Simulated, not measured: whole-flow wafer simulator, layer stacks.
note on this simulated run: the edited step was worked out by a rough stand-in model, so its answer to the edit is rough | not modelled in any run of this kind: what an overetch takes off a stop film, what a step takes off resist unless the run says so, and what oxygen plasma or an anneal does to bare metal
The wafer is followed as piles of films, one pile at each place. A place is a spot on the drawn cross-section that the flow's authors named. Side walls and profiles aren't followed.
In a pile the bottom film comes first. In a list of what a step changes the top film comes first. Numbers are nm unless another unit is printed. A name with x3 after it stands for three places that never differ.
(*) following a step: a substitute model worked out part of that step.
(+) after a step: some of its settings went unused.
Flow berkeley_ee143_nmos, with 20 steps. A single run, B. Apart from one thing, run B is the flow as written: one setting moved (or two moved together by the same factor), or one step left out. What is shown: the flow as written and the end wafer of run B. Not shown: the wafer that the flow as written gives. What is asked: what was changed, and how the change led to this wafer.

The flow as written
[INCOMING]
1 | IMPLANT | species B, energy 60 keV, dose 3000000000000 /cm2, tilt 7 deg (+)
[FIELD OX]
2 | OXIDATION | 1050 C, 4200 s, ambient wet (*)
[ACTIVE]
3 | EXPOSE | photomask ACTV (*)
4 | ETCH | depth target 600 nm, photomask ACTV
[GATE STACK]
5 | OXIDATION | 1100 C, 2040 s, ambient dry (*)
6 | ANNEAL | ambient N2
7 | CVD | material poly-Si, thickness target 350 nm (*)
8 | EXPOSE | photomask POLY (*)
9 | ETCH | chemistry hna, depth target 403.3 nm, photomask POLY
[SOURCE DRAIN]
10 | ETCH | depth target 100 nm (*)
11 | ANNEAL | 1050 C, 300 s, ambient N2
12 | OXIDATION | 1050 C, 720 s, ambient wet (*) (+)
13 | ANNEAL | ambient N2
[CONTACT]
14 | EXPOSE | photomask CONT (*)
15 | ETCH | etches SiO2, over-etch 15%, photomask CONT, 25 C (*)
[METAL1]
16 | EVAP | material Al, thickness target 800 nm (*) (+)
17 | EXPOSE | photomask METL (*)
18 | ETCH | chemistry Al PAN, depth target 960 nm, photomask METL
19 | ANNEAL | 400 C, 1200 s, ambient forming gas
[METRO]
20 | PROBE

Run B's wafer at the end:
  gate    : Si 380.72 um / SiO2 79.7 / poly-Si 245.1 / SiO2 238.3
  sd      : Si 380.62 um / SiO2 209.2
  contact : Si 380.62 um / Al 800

The reason: step 12, OXIDATION: 828 s was run, whereas the flow has 720 s.

The path from the change to this, step by step:
  12 | OXIDATION | 1050 C, 720 s, ambient wet (*) (+)
      sd, contact: SiO2 gains 209.2 (new film), Si loses 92 (as written it would have been: SiO2 gains 189.4 (new film), Si loses 83.4)
      gate: SiO2 gains 238.3 (new film), poly-Si loses 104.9 (as written it would have been: SiO2 gains 217.6 (new film), poly-Si loses 95.7)
      (also at 1 further place)
  15 | ETCH | etches SiO2, over-etch 15%, photomask CONT, 25 C (*)
      contact: SiO2 loses 209.2 (all of it) (as written it would have been: SiO2 loses 189.4 (all of it))
